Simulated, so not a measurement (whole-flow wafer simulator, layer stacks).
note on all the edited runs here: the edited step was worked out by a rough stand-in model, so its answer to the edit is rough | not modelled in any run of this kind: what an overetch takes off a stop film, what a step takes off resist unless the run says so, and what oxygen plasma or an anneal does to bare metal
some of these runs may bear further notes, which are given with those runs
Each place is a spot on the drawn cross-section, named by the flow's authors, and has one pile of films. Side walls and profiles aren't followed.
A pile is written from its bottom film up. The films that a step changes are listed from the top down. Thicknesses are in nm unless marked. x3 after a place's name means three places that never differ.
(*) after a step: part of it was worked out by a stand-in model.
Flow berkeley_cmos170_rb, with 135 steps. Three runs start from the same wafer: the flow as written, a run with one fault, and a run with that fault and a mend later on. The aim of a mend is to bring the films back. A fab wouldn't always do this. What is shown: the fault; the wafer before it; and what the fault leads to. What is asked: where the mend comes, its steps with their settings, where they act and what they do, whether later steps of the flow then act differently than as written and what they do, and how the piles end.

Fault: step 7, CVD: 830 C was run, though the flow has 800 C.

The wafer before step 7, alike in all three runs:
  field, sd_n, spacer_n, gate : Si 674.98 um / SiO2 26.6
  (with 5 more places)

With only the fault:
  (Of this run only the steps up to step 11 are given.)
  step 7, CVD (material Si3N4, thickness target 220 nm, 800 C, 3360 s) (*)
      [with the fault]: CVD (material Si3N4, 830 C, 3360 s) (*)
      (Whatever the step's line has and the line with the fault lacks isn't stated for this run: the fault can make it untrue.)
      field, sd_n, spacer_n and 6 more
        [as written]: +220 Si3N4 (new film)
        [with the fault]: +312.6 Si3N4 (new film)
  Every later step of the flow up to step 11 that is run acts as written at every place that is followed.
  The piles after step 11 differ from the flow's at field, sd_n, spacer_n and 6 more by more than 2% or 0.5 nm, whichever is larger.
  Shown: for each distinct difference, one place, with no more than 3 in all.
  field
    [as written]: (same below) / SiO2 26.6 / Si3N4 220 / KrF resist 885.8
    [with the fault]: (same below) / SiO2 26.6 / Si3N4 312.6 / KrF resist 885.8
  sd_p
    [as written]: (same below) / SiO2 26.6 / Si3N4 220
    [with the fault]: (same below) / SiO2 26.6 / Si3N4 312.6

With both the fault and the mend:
  The mend stands after step 7.
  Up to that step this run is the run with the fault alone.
  step 7a, ETCH (chemistry h3po4, depth target 359.9 nm)
      field, sd_n, spacer_n and 6 more
        -312.6 Si3N4 (all of it)
  step 7b, CLEAN (*) (the flow's step 1, run once more)
      leaves every film unchanged at each place that is followed
  step 7c, CVD (material Si3N4, thickness target 220 nm, 800 C, 3360 s) (*) (the flow's step 7, run once more)
      field, sd_n, spacer_n and 6 more
        +220 Si3N4 (new film)
  Every later step of the flow that is run acts as written at every place that is followed.
  At every place that both follow, the piles at the end match the flow's.
